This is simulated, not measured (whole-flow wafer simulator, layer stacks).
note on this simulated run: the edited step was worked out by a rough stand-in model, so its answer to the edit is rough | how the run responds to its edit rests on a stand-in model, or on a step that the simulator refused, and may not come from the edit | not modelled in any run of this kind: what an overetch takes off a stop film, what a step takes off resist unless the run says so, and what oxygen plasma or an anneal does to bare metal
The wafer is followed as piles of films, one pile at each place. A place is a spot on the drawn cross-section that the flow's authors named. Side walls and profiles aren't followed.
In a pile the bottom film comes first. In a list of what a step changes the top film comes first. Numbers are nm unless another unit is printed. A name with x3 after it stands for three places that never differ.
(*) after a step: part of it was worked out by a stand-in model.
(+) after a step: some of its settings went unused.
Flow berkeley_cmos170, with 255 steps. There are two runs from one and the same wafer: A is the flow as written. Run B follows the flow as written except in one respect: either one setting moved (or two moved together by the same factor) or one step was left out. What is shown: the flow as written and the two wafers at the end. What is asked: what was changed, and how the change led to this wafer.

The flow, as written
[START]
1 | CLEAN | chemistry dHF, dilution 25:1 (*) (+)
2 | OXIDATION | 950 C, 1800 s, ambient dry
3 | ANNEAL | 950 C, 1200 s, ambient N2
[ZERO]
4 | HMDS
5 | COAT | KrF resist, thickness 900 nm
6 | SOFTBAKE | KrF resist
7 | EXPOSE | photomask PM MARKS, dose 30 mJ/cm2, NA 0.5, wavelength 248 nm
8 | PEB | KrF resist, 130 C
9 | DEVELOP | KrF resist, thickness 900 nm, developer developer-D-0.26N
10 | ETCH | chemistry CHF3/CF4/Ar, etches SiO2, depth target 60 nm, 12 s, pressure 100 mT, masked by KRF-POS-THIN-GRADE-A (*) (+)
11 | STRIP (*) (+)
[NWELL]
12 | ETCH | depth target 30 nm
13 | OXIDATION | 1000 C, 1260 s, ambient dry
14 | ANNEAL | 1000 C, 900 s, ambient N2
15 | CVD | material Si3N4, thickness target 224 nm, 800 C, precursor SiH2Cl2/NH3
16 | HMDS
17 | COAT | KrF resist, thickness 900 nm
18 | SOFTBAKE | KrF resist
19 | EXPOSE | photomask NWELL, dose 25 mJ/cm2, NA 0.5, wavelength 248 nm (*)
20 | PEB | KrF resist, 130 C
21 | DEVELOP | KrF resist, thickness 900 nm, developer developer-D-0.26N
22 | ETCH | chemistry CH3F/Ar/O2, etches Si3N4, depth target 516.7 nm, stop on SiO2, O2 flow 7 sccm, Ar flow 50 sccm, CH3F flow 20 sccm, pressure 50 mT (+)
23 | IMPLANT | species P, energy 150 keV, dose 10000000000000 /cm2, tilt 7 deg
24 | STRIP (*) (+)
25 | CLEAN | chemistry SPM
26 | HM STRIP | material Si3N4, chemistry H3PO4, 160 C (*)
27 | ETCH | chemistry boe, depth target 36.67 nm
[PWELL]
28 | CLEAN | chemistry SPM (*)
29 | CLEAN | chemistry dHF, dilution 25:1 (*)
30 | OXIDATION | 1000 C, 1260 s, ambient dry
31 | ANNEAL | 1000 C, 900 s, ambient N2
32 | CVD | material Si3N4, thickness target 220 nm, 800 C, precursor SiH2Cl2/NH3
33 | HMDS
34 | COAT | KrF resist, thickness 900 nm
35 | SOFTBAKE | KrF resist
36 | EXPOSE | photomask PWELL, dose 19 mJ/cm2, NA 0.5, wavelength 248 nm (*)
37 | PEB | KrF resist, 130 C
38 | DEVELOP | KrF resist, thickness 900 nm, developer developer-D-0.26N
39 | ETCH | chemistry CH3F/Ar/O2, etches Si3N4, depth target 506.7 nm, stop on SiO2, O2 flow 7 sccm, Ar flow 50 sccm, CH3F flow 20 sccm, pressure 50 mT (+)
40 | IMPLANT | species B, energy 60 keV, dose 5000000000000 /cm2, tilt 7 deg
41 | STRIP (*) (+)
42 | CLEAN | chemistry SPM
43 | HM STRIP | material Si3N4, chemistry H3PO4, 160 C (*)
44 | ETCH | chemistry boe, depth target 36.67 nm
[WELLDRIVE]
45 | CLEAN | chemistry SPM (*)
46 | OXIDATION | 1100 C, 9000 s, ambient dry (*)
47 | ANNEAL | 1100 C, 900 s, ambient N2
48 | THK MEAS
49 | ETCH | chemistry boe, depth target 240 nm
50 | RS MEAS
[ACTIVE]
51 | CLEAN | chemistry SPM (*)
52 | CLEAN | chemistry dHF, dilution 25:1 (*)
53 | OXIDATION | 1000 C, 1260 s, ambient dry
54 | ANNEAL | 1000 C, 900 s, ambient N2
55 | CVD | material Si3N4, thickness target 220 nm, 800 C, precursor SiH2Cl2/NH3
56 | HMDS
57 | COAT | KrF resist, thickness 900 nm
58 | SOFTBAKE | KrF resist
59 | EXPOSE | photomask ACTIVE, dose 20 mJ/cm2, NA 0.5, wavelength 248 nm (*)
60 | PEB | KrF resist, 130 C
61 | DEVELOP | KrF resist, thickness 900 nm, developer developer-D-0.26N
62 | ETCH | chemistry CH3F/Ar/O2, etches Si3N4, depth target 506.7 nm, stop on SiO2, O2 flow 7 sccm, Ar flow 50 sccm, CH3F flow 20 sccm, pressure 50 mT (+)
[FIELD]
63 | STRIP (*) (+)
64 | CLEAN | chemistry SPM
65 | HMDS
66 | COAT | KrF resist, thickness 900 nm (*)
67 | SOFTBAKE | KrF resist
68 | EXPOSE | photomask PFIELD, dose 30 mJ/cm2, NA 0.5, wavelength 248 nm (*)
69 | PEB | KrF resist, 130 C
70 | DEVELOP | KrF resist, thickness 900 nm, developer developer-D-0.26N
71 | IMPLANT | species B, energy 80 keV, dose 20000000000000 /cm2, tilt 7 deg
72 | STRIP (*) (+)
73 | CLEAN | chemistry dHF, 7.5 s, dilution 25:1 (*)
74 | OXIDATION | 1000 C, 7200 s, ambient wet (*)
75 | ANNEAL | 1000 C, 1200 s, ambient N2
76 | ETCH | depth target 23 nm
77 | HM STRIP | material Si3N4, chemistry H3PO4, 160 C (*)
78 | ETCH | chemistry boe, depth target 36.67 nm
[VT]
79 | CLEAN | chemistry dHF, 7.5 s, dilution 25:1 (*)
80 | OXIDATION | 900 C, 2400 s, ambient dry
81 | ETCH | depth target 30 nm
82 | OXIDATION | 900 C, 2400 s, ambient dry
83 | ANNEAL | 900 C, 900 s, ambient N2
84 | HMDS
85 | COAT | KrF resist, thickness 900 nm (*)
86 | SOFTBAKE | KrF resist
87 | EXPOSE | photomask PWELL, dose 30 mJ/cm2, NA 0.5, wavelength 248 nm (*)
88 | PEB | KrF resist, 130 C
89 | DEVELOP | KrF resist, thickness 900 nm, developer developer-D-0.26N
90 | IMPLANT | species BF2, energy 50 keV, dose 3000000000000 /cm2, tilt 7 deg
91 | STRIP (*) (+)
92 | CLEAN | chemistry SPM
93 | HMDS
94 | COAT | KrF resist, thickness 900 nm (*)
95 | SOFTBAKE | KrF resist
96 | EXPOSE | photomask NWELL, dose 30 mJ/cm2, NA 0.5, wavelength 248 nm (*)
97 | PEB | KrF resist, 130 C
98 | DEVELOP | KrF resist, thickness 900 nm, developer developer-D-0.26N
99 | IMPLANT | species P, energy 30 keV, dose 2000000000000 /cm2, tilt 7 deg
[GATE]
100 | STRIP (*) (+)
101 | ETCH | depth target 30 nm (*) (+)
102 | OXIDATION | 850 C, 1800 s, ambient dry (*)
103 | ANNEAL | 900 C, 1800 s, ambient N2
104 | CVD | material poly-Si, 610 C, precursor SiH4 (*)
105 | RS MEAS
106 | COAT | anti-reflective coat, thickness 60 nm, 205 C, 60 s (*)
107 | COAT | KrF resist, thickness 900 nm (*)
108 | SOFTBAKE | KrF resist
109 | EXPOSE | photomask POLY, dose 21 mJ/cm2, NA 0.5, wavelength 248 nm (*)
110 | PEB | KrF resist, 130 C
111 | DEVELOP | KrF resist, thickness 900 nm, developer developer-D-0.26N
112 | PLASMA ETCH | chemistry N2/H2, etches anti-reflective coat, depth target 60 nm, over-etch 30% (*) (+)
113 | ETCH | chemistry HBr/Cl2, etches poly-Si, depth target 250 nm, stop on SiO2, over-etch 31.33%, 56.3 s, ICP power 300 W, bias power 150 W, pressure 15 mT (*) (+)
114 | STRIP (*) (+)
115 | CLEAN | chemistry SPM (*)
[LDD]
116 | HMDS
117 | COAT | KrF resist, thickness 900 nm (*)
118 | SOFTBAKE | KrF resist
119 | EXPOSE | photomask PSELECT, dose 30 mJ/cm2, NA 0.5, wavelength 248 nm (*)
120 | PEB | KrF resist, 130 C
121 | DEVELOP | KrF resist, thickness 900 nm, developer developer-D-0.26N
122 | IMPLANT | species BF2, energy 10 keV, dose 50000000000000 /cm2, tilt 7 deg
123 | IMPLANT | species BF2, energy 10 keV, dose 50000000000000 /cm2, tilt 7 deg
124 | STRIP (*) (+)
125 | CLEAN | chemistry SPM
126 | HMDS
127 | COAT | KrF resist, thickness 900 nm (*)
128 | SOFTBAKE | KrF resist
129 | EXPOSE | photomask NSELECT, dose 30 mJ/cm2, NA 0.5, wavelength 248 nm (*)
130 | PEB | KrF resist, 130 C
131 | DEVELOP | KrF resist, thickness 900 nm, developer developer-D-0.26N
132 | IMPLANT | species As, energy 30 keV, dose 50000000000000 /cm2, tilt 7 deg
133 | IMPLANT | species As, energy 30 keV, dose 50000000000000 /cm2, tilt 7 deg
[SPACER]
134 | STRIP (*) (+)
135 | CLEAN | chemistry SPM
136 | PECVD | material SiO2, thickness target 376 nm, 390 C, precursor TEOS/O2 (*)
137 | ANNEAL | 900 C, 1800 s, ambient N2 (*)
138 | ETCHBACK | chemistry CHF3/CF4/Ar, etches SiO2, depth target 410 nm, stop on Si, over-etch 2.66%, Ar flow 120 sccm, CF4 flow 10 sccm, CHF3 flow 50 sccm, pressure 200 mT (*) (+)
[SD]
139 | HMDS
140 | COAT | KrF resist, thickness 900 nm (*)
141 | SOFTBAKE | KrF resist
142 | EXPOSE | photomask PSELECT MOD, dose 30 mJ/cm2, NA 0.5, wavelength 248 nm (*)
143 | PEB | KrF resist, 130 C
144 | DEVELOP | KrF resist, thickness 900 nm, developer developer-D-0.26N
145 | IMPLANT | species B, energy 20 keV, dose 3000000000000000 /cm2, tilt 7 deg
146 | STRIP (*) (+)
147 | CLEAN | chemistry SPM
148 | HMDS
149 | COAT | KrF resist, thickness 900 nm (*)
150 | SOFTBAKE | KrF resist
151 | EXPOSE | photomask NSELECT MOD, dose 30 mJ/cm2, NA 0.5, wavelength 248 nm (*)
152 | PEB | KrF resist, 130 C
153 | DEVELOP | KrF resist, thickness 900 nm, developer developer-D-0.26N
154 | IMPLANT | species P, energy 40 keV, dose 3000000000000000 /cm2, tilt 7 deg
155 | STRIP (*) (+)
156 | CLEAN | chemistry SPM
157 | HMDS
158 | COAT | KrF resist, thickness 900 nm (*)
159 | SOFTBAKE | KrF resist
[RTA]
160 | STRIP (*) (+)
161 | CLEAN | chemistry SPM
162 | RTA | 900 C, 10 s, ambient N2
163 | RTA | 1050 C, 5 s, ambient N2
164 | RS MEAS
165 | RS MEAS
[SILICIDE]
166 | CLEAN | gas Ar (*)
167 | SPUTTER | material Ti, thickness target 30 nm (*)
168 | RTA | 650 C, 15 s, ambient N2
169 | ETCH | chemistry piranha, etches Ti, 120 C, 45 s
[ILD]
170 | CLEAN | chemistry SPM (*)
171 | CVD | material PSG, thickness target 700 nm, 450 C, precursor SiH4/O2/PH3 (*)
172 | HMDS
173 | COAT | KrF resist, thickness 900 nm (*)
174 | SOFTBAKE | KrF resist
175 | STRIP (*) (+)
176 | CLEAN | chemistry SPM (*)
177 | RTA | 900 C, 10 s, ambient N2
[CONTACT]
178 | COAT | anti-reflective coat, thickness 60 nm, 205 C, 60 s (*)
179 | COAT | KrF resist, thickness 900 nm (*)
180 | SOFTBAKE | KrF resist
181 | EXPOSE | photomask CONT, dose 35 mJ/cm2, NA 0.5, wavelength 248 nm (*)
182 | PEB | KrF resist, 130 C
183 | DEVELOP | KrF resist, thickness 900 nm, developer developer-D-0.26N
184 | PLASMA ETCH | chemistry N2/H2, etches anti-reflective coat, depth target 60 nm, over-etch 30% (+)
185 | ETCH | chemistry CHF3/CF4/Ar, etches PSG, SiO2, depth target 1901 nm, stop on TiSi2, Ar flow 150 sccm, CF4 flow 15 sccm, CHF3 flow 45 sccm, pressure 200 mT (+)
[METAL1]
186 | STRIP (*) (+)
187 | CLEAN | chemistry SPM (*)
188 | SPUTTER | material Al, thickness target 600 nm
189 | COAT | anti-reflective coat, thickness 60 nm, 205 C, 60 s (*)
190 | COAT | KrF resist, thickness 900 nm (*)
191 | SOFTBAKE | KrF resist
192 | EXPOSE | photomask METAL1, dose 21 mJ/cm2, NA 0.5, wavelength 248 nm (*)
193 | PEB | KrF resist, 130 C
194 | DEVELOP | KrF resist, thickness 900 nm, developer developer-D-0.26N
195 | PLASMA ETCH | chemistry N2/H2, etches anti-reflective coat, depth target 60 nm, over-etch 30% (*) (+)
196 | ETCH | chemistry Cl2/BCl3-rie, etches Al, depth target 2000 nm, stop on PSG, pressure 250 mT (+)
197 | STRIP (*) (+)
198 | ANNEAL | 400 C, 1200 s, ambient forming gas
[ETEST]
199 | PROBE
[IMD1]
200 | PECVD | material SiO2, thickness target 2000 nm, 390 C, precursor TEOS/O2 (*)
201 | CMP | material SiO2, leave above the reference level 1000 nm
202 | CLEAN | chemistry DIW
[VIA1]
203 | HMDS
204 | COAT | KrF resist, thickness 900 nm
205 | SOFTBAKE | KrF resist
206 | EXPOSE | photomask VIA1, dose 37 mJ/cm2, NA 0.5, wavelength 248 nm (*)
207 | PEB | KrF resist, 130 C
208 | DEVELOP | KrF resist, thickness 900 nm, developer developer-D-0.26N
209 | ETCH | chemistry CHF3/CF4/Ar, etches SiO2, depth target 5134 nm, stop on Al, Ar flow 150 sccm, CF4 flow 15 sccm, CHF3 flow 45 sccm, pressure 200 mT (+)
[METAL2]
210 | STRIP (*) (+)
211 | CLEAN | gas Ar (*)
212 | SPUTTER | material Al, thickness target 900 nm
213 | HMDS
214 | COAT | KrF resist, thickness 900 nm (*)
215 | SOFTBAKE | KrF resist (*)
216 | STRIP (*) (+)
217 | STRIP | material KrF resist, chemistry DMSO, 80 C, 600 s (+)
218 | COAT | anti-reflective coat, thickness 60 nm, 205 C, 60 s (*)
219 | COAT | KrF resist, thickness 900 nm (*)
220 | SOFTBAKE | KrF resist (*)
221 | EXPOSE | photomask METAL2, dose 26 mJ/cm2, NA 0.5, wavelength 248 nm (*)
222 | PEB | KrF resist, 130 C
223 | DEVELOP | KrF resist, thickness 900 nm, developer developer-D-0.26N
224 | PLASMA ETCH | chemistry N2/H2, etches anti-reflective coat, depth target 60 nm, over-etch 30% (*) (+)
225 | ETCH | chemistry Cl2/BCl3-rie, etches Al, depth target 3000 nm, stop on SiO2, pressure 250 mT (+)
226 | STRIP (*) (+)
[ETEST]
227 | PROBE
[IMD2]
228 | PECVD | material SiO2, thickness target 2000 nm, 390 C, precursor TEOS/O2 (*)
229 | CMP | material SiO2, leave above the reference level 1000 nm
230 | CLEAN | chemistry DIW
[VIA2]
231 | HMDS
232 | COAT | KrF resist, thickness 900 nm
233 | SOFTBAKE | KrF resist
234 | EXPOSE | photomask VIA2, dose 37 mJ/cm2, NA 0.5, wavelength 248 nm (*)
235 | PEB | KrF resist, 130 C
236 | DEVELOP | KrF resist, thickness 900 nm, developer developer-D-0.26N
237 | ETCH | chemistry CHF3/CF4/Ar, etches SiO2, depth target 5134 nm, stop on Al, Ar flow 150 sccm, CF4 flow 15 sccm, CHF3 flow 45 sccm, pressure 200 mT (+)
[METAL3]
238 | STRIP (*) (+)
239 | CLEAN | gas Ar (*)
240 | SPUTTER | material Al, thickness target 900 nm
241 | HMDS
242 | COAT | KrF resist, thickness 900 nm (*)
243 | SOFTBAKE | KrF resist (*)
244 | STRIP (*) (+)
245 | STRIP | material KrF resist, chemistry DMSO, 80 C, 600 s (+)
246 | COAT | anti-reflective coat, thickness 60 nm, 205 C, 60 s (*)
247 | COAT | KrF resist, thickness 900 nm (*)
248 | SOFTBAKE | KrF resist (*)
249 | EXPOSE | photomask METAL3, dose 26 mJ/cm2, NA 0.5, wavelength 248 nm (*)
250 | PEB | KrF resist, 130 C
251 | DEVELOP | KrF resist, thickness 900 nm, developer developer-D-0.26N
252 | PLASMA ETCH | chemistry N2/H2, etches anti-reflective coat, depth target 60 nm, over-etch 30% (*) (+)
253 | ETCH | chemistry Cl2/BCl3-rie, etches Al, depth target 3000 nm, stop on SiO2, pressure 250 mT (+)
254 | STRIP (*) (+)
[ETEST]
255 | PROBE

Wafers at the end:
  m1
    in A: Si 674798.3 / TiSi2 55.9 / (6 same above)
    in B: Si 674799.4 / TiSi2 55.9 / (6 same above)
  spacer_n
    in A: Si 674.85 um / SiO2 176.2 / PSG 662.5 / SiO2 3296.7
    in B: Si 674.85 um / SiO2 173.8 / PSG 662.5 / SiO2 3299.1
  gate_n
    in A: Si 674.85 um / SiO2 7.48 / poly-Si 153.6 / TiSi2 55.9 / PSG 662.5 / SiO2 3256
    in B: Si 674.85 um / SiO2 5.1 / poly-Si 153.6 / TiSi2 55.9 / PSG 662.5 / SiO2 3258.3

Cause: step 102, OXIDATION: 900 s was run, though the flow has 1800 s.

Step by step, how the change led to this:
  102 | OXIDATION | 850 C, 1800 s, ambient dry (*)
      sd_n, spacer_n, gate_n and 8 more: A +7.48 SiO2 (new film), -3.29 Si | B +5.1 SiO2 (new film), -2.24 Si
